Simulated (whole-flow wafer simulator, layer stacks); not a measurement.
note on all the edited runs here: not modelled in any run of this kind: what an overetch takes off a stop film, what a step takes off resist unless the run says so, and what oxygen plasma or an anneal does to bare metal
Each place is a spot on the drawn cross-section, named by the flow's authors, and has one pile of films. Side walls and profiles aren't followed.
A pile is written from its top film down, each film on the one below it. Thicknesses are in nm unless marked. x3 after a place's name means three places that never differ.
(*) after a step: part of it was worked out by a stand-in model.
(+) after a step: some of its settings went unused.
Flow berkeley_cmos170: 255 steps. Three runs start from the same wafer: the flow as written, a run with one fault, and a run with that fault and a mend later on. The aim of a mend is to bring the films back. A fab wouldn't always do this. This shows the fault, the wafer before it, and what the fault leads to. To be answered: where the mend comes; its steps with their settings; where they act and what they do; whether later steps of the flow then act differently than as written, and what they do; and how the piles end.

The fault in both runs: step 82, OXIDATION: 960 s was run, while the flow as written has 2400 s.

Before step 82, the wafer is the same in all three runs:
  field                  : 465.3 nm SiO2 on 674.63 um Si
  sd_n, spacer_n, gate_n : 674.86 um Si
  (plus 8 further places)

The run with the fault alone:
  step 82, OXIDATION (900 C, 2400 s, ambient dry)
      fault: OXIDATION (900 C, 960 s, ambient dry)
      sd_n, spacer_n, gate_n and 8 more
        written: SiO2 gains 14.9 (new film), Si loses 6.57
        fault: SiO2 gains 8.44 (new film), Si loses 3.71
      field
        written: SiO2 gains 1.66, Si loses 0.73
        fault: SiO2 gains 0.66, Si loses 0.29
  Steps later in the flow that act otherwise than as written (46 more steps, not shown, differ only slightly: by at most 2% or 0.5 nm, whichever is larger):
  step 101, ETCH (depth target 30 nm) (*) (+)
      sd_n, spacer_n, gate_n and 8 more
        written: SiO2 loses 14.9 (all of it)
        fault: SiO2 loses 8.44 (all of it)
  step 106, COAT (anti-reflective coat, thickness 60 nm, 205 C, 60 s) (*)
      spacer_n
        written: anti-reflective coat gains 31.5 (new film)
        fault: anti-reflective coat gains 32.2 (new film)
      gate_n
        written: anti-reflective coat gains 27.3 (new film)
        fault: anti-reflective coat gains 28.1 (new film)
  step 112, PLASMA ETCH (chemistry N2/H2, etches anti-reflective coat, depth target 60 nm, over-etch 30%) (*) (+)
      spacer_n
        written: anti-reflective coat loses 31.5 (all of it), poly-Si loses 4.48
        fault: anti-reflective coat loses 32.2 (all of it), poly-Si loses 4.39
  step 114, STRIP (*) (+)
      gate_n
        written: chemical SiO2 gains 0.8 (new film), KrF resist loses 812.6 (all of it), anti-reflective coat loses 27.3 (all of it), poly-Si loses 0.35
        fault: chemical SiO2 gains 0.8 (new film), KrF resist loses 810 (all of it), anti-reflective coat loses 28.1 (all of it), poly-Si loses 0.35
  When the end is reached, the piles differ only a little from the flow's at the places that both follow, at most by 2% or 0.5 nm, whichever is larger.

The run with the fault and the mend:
  The mend stands after step 82.
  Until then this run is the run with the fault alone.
  step 82a, OXIDATION (900 C, 1440 s, ambient dry) (the flow's step 82 again, with other settings)
      sd_n, spacer_n, gate_n and 8 more
        SiO2 gains 6.5, Si loses 2.86
      field
        SiO2 gains 0.99, Si loses 0.44
  None of the later steps of the flow acts differently than as written at any place that is followed.
  The piles end the same as the flow's at every place that both follow.
